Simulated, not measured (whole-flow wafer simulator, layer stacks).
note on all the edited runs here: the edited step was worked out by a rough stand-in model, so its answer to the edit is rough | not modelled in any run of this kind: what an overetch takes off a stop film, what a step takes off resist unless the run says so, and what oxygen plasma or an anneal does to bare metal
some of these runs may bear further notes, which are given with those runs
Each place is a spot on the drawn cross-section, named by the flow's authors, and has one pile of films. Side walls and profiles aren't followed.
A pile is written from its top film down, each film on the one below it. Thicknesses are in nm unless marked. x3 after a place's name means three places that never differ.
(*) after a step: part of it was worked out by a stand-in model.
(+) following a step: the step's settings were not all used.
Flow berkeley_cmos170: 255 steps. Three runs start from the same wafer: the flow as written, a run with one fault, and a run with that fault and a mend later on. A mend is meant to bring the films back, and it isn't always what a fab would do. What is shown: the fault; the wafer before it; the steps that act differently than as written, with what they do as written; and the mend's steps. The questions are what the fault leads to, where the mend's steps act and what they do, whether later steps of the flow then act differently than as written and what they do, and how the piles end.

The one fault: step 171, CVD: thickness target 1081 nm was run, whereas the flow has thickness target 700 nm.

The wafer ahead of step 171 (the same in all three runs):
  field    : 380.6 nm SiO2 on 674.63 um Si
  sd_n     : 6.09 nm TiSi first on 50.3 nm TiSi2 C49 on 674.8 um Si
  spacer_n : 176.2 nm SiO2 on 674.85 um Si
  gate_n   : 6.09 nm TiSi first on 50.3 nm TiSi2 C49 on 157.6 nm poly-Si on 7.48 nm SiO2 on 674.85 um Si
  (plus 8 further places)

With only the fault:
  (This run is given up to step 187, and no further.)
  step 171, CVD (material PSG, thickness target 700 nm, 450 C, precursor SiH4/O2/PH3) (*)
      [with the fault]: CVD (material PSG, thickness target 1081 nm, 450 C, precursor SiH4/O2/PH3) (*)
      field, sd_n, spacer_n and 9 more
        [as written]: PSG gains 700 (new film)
        [with the fault]: PSG gains 1081 (new film)
  Steps later in the flow that act otherwise than as written (not shown: 5 more steps that differ only slightly, by at most 2% or 0.5 nm, whichever is larger):
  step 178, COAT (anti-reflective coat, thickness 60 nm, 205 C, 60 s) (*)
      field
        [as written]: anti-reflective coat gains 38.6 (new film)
        [with the fault]: anti-reflective coat gains 39.4 (new film)
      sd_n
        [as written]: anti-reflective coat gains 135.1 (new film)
        [with the fault]: anti-reflective coat gains 138.2 (new film)
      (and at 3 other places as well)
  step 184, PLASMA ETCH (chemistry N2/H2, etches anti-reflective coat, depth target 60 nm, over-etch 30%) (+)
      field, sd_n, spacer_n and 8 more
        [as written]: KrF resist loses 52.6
        [with the fault]: KrF resist loses 54.1
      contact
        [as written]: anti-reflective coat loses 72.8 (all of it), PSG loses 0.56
        [with the fault]: anti-reflective coat loses 74.9 (all of it), PSG loses 0.58
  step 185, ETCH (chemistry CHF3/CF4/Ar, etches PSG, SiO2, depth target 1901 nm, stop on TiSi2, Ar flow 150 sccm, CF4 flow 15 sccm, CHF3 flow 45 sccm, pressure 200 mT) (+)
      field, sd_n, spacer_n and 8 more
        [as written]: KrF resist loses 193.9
        [with the fault]: KrF resist loses 289.2
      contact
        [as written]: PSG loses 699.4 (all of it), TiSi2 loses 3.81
        [with the fault]: PSG loses 1080.4 (all of it), TiSi2 loses 3.81
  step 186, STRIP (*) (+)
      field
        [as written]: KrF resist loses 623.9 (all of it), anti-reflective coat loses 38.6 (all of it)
        [with the fault]: KrF resist loses 527.6 (all of it), anti-reflective coat loses 39.4 (all of it)
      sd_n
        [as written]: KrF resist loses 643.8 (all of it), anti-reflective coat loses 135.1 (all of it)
        [with the fault]: KrF resist loses 545.3 (all of it), anti-reflective coat loses 138.2 (all of it)
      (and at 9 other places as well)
  The piles after step 187 differ from the flow's at field, sd_n, spacer_n and 8 more by more than 2% or 0.5 nm, whichever is larger.
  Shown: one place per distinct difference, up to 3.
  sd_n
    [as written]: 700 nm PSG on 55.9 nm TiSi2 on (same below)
    [with the fault]: 1081 nm PSG on 55.9 nm TiSi2 on (same below)
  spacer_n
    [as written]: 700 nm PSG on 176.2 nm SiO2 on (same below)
    [with the fault]: 1081 nm PSG on 176.2 nm SiO2 on (same below)
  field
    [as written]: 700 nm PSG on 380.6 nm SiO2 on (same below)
    [with the fault]: 1081 nm PSG on 380.6 nm SiO2 on (same below)

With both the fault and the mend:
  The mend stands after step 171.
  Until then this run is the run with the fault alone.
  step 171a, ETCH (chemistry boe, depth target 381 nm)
      field, sd_n, spacer_n and 9 more
        PSG loses 381
  Every later step of the flow that is run acts as written, at every place that is followed, to within 2% or 0.5 nm, whichever is larger.
  The piles end only slightly different from the flow's at the places that both follow, by no more than 2% or 0.5 nm, whichever is larger.
